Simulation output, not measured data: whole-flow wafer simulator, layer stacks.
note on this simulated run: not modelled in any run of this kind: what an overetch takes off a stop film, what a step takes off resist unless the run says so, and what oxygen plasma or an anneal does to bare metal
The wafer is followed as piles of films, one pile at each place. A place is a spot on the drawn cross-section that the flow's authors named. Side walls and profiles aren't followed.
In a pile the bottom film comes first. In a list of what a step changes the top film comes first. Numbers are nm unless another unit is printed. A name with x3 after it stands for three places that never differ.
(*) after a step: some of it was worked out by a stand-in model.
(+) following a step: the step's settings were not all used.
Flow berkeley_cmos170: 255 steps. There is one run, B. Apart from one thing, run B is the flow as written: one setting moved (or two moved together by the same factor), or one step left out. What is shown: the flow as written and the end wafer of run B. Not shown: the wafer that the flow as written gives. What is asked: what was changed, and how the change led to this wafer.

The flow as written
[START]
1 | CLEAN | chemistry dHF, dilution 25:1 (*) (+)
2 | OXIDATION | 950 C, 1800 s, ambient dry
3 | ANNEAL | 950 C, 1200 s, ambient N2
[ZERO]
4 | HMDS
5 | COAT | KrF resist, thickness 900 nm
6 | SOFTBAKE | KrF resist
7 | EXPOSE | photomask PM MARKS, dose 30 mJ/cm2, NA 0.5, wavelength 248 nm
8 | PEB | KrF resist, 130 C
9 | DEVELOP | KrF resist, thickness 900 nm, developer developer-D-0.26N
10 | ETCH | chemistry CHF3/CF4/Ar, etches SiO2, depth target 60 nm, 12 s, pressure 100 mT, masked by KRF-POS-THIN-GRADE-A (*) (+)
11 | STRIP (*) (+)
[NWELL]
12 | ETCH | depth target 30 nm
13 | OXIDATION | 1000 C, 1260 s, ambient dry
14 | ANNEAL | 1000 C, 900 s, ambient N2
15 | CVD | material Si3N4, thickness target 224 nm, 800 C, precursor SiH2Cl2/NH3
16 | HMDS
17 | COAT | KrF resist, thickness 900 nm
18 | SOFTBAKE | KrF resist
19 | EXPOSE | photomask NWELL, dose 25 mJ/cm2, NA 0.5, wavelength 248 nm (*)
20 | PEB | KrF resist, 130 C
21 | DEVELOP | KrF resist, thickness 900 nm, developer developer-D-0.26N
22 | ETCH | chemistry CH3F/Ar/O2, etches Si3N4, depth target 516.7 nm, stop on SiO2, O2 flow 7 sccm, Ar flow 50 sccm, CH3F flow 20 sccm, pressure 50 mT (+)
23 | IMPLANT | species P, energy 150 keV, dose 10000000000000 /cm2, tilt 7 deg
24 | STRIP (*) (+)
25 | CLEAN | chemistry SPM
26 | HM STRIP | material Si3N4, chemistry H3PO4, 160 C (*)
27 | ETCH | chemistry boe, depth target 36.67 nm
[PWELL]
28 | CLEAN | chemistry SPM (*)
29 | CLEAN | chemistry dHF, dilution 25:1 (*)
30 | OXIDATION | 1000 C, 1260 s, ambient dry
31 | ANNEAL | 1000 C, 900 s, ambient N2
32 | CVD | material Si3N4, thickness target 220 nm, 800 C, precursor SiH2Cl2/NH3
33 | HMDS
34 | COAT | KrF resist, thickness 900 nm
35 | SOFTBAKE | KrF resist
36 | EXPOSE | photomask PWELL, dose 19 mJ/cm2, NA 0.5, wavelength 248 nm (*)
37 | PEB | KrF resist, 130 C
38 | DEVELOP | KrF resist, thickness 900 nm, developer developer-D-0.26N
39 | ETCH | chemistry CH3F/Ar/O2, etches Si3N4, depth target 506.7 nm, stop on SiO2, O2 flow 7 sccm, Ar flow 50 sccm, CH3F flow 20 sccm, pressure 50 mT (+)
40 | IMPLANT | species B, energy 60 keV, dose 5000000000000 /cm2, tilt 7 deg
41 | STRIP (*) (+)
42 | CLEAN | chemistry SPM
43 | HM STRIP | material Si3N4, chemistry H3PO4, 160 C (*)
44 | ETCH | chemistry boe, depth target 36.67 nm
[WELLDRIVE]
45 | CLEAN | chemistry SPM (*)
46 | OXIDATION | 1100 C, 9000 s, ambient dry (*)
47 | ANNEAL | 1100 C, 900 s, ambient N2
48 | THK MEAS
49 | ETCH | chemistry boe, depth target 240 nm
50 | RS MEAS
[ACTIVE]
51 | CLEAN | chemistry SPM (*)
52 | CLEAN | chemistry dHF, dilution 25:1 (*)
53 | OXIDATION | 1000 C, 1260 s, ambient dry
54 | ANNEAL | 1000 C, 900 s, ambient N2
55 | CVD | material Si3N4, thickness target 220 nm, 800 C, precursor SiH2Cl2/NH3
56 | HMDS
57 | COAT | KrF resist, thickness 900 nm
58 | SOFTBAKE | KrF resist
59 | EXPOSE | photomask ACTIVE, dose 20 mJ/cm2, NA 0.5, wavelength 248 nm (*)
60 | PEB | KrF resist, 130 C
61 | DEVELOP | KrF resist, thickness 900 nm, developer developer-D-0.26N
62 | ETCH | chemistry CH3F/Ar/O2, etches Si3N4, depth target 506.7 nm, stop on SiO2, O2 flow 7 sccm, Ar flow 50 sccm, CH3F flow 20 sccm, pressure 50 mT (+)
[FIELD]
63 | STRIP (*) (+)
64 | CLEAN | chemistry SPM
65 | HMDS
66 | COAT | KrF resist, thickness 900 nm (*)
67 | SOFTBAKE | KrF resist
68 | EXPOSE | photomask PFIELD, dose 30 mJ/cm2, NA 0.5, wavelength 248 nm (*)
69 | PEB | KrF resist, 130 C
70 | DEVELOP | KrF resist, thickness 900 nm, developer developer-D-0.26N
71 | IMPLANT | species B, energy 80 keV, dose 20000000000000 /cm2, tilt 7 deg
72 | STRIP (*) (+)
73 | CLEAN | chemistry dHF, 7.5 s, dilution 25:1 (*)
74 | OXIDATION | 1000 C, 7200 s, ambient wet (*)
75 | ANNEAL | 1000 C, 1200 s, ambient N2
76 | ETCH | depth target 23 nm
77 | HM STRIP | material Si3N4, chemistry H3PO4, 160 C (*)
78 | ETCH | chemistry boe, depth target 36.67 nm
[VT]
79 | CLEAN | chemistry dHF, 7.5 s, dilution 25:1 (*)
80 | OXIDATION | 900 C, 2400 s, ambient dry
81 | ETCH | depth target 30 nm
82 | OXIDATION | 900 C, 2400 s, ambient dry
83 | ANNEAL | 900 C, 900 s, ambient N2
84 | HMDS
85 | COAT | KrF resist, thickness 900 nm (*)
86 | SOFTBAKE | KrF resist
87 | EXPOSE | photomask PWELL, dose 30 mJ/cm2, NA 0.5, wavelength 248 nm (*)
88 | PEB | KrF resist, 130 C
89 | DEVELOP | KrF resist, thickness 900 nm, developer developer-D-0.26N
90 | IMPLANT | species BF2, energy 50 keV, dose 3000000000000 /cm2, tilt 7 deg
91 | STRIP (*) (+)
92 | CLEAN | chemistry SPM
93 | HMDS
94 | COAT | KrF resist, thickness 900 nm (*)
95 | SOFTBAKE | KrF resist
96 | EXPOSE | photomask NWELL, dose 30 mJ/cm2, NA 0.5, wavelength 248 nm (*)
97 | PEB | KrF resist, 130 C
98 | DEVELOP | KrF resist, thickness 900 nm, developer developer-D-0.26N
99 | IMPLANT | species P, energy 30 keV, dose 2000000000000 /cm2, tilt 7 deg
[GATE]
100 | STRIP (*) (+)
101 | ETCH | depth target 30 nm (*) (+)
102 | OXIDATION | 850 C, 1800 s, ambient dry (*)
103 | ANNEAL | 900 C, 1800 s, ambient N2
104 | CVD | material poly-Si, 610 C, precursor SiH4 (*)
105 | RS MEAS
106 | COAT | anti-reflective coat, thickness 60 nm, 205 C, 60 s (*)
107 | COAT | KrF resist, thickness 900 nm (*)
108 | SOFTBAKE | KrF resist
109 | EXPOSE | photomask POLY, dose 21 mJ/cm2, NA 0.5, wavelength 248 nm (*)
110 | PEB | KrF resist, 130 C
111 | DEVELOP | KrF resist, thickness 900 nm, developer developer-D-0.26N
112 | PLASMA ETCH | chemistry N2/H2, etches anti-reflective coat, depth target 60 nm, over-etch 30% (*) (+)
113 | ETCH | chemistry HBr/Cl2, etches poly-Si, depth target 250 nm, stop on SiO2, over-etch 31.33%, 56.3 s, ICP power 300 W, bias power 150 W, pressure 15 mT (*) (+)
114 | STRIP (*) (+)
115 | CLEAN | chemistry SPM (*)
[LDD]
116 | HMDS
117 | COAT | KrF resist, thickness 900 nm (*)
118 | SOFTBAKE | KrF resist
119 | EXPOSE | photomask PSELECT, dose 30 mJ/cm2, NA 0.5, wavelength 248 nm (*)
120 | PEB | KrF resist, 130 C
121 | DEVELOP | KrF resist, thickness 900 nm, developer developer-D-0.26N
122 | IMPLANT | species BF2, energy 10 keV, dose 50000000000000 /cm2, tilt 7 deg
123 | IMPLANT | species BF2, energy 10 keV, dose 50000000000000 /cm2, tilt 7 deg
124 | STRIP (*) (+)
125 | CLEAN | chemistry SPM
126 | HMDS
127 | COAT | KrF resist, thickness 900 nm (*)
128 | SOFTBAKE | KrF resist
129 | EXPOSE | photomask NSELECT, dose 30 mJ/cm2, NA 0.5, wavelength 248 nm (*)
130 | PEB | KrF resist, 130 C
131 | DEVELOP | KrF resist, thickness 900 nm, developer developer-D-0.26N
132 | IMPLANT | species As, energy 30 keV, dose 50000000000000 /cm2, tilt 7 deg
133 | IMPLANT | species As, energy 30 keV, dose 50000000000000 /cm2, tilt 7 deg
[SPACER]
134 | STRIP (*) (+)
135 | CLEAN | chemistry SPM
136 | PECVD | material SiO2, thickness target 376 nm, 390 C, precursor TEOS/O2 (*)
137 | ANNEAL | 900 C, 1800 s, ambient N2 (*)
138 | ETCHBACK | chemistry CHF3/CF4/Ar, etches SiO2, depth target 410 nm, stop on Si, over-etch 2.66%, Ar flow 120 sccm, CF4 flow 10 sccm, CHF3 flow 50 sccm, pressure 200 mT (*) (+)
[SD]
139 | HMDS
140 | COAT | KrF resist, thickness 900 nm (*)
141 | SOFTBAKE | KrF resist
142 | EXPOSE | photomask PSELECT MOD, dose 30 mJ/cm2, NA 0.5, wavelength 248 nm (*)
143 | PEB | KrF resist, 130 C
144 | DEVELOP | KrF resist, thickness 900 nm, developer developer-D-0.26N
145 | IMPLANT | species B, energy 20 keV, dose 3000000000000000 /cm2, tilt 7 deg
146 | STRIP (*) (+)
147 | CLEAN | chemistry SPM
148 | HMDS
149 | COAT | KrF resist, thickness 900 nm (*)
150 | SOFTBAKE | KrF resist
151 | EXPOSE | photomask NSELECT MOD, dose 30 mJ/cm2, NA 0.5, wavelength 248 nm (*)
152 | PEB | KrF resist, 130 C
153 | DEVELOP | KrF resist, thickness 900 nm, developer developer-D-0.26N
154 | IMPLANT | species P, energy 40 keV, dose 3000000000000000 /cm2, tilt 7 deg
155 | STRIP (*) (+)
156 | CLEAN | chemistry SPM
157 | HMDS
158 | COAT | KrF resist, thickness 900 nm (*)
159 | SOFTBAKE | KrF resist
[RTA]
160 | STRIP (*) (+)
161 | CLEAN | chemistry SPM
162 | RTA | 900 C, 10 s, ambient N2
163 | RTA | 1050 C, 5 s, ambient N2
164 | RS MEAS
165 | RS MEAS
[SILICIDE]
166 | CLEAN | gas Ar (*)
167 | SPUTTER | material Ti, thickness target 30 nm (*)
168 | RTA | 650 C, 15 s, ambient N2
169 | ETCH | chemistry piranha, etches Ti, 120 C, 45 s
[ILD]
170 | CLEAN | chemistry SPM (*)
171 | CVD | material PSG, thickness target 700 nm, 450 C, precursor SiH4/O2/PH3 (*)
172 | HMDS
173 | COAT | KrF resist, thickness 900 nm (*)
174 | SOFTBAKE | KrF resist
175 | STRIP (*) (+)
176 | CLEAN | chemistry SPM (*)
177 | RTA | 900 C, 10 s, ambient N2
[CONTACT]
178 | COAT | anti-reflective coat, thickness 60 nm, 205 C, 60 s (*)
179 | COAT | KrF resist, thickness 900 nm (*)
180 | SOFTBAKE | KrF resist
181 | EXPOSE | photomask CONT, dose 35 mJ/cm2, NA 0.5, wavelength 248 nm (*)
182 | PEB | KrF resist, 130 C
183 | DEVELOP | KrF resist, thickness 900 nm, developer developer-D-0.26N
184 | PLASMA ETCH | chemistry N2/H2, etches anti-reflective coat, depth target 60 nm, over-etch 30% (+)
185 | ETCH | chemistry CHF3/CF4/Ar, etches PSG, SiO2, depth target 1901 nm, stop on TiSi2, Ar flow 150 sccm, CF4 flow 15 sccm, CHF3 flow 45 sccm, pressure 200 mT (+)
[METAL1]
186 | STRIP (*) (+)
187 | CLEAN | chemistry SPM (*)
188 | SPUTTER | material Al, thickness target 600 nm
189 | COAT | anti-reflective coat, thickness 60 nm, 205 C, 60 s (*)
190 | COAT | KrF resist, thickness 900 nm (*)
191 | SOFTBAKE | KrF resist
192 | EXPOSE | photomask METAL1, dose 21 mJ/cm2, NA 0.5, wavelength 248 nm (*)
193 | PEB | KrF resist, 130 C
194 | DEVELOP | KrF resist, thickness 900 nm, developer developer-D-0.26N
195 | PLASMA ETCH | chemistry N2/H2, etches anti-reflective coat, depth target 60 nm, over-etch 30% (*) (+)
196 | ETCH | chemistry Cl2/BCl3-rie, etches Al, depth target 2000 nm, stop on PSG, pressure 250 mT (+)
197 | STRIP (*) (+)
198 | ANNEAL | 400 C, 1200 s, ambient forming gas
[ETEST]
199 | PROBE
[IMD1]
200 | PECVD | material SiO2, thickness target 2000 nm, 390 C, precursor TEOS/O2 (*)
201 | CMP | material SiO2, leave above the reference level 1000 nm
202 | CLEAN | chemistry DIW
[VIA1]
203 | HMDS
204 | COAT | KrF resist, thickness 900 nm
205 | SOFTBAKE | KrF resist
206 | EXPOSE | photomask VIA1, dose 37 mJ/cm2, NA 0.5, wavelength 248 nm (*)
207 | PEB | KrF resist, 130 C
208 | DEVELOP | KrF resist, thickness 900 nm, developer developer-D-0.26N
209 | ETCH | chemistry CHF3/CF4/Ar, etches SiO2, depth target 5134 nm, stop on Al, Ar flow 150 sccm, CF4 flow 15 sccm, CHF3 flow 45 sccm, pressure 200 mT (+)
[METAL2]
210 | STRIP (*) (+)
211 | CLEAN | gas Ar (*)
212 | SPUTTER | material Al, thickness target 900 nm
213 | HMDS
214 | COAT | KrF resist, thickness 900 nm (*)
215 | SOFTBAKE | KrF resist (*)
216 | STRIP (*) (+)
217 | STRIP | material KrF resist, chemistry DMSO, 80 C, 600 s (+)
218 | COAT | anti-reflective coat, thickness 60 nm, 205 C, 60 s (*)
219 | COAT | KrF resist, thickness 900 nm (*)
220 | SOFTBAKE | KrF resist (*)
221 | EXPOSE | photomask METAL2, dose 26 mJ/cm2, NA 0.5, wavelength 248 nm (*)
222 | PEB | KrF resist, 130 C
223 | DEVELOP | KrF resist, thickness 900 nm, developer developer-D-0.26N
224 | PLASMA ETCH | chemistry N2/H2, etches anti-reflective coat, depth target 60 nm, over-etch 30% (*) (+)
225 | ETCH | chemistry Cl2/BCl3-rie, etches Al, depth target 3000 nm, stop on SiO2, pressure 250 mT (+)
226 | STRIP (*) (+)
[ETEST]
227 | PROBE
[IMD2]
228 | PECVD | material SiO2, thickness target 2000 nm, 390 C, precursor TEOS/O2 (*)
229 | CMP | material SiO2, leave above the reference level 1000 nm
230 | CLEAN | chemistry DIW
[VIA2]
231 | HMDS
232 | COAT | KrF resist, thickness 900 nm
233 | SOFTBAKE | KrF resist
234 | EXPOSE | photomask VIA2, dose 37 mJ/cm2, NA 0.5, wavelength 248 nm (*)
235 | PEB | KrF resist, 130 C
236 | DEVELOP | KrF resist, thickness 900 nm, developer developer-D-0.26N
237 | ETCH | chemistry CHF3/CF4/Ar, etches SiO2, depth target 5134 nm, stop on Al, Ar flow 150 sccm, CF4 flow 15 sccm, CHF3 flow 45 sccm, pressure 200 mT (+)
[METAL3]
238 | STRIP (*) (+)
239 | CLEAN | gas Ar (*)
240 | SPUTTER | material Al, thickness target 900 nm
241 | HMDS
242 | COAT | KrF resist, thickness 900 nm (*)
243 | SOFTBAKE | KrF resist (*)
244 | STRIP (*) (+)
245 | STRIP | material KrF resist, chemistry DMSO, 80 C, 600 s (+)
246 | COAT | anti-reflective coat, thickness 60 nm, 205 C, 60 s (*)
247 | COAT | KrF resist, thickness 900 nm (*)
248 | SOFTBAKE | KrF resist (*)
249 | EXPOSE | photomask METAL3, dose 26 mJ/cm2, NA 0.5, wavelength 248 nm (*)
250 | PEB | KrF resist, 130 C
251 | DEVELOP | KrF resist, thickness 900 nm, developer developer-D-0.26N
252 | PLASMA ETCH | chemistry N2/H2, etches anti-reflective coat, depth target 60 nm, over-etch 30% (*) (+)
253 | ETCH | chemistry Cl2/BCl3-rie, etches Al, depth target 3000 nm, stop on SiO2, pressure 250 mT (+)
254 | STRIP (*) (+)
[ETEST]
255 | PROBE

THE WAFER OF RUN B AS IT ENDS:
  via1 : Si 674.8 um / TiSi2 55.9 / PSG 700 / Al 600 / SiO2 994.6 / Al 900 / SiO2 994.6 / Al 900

Cause: step 209, ETCH: chemistry CHF3/CF4/Ar, etches SiO2, depth target 5134 nm, stop on Al, Ar flow 150 sccm, CF4 flow 15 sccm, CHF3 flow 45 sccm, pressure 200 mT (+), was omitted.

Step by step, how the change led to this:
  210 | STRIP (*) (+)
      field, sd_n, spacer_n and 8 more: -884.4 KrF resist (all of it) (in the flow as written it would be: -608.9 KrF resist (all of it))
  211 | CLEAN | gas Ar (*)
      via1: -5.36 SiO2 (in the flow as written it would be: -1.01 Al)
  212 | SPUTTER | material Al, thickness target 900 nm
      via1: +900 Al (new film) (in the flow as written it would be: +260 Al)
  214 | COAT | KrF resist, thickness 900 nm (*)
      m1: +900 KrF resist (new film) (in the flow as written it would be: +821.5 KrF resist (new film))
      via1: +900 KrF resist (new film) (in the flow as written it would be: +2425.4 KrF resist (new film))
      (and at 1 other place as well)
  216 | STRIP (*) (+)
      m1: -900 KrF resist (all of it) (in the flow as written it would be: -821.5 KrF resist (all of it))
      via1: -900 KrF resist (all of it) (in the flow as written it would be: -2425.4 KrF resist (all of it))
      (and at 1 other place as well)
  218 | COAT | anti-reflective coat, thickness 60 nm, 205 C, 60 s (*)
      sd_n: +60 anti-reflective coat (new film) (in the flow as written it would be: +64.1 anti-reflective coat (new film))
      contact: +60 anti-reflective coat (new film) (in the flow as written it would be: +62.1 anti-reflective coat (new film))
      (and at 3 other places as well)
  219 | COAT | KrF resist, thickness 900 nm (*)
      via1: +900 KrF resist (new film) (in the flow as written it would be: +1869 KrF resist (new film))
      m2: +900 KrF resist (new film) (in the flow as written it would be: +871.8 KrF resist (new film))
  222 | PEB | KrF resist, 130 C
      via1: -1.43 KrF resist (in the flow as written it would be: -3.46 KrF resist)
  224 | PLASMA ETCH | chemistry N2/H2, etches anti-reflective coat, depth target 60 nm, over-etch 30% (*) (+)
      contact, m1, via1, m2, via2: -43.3 KrF resist (in the flow as written it would be: -46.3 KrF resist)
      sd_n: -60 anti-reflective coat (all of it) (in the flow as written it would be: -64.1 anti-reflective coat (all of it))
  226 | STRIP (*) (+)
      contact: -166 KrF resist (all of it), -60 anti-reflective coat (all of it) (in the flow as written it would be: -151.9 KrF resist (all of it), -62.1 anti-reflective coat (all of it))
      m1: -166 KrF resist (all of it), -60 anti-reflective coat (all of it) (in the flow as written it would be: -162.4 KrF resist (all of it), -16.7 anti-reflective coat (all of it))
      (and at 3 other places as well)
  228 | PECVD | material SiO2, thickness target 2000 nm, 390 C, precursor TEOS/O2 (*)
      via1: +2000 SiO2 (new film) (in the flow as written it would be: +3107.6 SiO2 (new film), +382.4 void (new film), +148.2 SiO2 (new film))
If metal films that touch count as one body, via1 has 3 bodies (between them, from the top down: SiO2 994.6; SiO2 994.6); the flow as written gives 2 bodies (between them, from the top down: SiO2 2102.2 / void 382.4 / SiO2 148.2).
